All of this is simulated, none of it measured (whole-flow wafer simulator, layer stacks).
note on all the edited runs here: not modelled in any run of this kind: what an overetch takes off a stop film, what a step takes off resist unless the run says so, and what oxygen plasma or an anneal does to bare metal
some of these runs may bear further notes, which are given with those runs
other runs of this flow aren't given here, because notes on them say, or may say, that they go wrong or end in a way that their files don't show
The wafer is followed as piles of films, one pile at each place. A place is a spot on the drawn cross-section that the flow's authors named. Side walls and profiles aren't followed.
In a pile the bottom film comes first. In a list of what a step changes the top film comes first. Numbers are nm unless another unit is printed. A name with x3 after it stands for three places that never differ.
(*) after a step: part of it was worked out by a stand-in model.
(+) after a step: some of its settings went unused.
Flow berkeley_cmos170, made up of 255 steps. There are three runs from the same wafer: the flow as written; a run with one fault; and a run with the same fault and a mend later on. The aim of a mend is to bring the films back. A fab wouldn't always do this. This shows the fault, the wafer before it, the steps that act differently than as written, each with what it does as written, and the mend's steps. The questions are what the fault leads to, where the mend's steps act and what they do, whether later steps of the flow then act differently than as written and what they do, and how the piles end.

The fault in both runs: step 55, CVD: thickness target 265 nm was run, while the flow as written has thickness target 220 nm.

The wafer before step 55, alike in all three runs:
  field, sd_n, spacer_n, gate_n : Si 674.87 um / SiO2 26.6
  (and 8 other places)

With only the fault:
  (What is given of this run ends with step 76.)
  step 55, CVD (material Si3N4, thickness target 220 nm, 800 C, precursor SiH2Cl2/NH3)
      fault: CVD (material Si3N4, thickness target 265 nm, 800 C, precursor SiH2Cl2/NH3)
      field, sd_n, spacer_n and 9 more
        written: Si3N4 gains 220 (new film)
        fault: Si3N4 gains 265 (new film)
  Later steps of the flow acting differently than as written (3 other steps are not shown; they differ only slightly, by no more than 2% or 0.5 nm, whichever is larger):
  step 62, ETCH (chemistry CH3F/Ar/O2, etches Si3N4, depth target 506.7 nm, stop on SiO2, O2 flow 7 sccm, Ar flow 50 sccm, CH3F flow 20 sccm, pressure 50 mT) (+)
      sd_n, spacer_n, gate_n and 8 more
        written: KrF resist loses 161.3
        fault: KrF resist loses 191.3
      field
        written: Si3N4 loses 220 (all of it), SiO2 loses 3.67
        fault: Si3N4 loses 265 (all of it), SiO2 loses 3.67
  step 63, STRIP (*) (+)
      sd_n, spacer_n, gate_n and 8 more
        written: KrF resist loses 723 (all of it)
        fault: KrF resist loses 693 (all of it)
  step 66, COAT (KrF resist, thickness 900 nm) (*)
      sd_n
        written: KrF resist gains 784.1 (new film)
        fault: KrF resist gains 762.2 (new film)
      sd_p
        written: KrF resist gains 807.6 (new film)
        fault: KrF resist gains 789.4 (new film)
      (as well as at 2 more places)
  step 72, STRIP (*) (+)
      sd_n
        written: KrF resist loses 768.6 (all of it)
        fault: KrF resist loses 746.8 (all of it)
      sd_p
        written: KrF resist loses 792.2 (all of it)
        fault: KrF resist loses 773.9 (all of it)
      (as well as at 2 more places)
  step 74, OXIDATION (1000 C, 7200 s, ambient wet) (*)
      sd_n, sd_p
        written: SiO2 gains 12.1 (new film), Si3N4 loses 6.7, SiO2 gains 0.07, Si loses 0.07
        fault: SiO2 gains 12.1 (new film), Si3N4 loses 6.7
  Once step 76 is done, the piles at sd_n, spacer_n, gate_n and 8 more depart from the flow's by more than 2% or 0.5 nm, whichever is larger.
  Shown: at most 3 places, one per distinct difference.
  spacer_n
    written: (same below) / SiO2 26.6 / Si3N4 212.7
    fault: (same below) / SiO2 26.6 / Si3N4 257.8
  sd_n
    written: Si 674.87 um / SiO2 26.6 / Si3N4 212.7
    fault: Si 674.87 um / SiO2 26.6 / Si3N4 257.8

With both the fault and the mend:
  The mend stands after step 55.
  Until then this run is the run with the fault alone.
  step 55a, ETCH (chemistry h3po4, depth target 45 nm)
      field, sd_n, spacer_n and 9 more
        Si3N4 loses 45
  Later steps of the flow that are run all act as written at every place that is followed.
  By the end, the piles equal the flow's at every place that both follow.
